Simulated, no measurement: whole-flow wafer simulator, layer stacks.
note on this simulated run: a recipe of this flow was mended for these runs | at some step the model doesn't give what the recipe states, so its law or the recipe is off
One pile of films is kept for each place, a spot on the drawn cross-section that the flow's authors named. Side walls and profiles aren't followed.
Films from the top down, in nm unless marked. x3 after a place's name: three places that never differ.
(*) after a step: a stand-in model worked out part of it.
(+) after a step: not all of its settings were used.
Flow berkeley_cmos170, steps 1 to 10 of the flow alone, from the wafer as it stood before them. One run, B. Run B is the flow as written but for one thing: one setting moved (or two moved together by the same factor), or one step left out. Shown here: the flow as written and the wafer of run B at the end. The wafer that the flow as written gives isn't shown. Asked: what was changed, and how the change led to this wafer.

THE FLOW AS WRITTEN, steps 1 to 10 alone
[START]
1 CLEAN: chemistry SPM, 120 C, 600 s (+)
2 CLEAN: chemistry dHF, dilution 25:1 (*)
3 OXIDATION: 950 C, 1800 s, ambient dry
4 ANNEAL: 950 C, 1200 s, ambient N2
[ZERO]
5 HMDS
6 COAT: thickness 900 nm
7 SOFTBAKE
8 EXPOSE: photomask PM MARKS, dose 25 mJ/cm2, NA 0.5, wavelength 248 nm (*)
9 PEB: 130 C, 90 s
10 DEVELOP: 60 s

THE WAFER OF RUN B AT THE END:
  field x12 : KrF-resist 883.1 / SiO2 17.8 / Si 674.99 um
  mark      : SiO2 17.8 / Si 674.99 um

The cause: step 3, OXIDATION: 1440 s was run, where the flow has 1800 s.

How the change led to this, step by step:
  3 OXIDATION: 950 C, 1800 s, ambient dry
      field x12, mark: SiO2 +17.8 (new film), Si -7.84 (as written it would be: SiO2 +20.4 (new film), Si -8.98)
